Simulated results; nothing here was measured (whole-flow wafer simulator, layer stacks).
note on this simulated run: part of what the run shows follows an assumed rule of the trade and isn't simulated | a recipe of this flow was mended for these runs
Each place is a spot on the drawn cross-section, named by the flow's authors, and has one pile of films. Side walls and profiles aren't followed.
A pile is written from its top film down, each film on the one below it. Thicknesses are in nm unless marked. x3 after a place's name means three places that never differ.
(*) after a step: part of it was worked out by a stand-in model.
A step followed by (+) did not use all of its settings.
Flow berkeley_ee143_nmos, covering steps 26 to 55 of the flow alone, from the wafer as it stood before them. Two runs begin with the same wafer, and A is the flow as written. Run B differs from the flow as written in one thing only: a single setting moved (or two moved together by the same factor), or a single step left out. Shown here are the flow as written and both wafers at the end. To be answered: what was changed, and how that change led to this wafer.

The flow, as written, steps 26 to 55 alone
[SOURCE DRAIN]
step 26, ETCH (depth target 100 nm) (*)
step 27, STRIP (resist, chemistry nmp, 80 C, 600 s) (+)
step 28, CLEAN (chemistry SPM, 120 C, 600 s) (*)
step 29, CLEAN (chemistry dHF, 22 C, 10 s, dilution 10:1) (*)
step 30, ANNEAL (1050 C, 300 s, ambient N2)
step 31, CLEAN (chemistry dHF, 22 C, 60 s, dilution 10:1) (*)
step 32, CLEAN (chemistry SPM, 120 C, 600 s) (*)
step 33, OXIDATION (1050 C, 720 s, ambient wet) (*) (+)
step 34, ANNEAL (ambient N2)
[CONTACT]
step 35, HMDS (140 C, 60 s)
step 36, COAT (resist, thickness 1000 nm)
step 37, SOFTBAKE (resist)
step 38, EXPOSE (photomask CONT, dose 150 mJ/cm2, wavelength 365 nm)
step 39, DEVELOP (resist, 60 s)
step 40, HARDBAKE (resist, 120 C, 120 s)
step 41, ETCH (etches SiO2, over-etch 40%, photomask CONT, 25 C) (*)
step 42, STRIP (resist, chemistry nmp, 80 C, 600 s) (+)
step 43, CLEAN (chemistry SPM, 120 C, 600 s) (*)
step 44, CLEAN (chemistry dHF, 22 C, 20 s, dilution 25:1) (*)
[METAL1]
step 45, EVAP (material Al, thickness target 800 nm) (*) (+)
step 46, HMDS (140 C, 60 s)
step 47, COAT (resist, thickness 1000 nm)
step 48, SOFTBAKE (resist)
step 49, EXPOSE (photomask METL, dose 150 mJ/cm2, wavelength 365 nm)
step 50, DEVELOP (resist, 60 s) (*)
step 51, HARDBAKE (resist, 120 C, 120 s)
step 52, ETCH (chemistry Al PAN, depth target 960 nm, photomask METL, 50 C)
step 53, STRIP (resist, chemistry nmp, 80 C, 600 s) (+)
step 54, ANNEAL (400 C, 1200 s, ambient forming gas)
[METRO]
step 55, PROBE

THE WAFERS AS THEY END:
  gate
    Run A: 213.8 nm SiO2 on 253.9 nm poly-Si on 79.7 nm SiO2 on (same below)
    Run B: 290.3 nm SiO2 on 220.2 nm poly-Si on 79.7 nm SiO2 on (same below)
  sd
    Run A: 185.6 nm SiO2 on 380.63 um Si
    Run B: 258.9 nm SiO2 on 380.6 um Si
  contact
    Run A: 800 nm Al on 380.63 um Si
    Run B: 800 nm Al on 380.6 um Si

Cause: step 33, OXIDATION: 1152 s was run, while the flow as written has 720 s.

Step by step, how the change led to this:
  step 33, OXIDATION (1050 C, 720 s, ambient wet) (*) (+)
      sd, contact: A SiO2 gains 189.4 (new film), chemical SiO2 loses 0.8 (all of it), Si loses 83 | B SiO2 gains 262.7 (new film), chemical SiO2 loses 0.8 (all of it), Si loses 115.2
      gate: A SiO2 gains 217.6 (new film), chemical SiO2 loses 0.8 (all of it), poly-Si loses 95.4 | B SiO2 gains 294.1 (new film), chemical SiO2 loses 0.8 (all of it), poly-Si loses 129.1
      (and at 1 other place as well)
  step 41, ETCH (etches SiO2, over-etch 40%, photomask CONT, 25 C) (*)
      contact: A SiO2 loses 189.4 (all of it) | B SiO2 loses 262.7 (all of it)
  step 47, COAT (resist, thickness 1000 nm)
      contact: A resist gains 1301 (new film) | B resist gains 1354.2 (new film)
  step 51, HARDBAKE (resist, 120 C, 120 s)
      contact: A resist loses 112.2 | B resist loses 117.1
  step 53, STRIP (resist, chemistry nmp, 80 C, 600 s) (+)
      contact: A resist loses 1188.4 (all of it) | B resist loses 1236.7 (all of it)
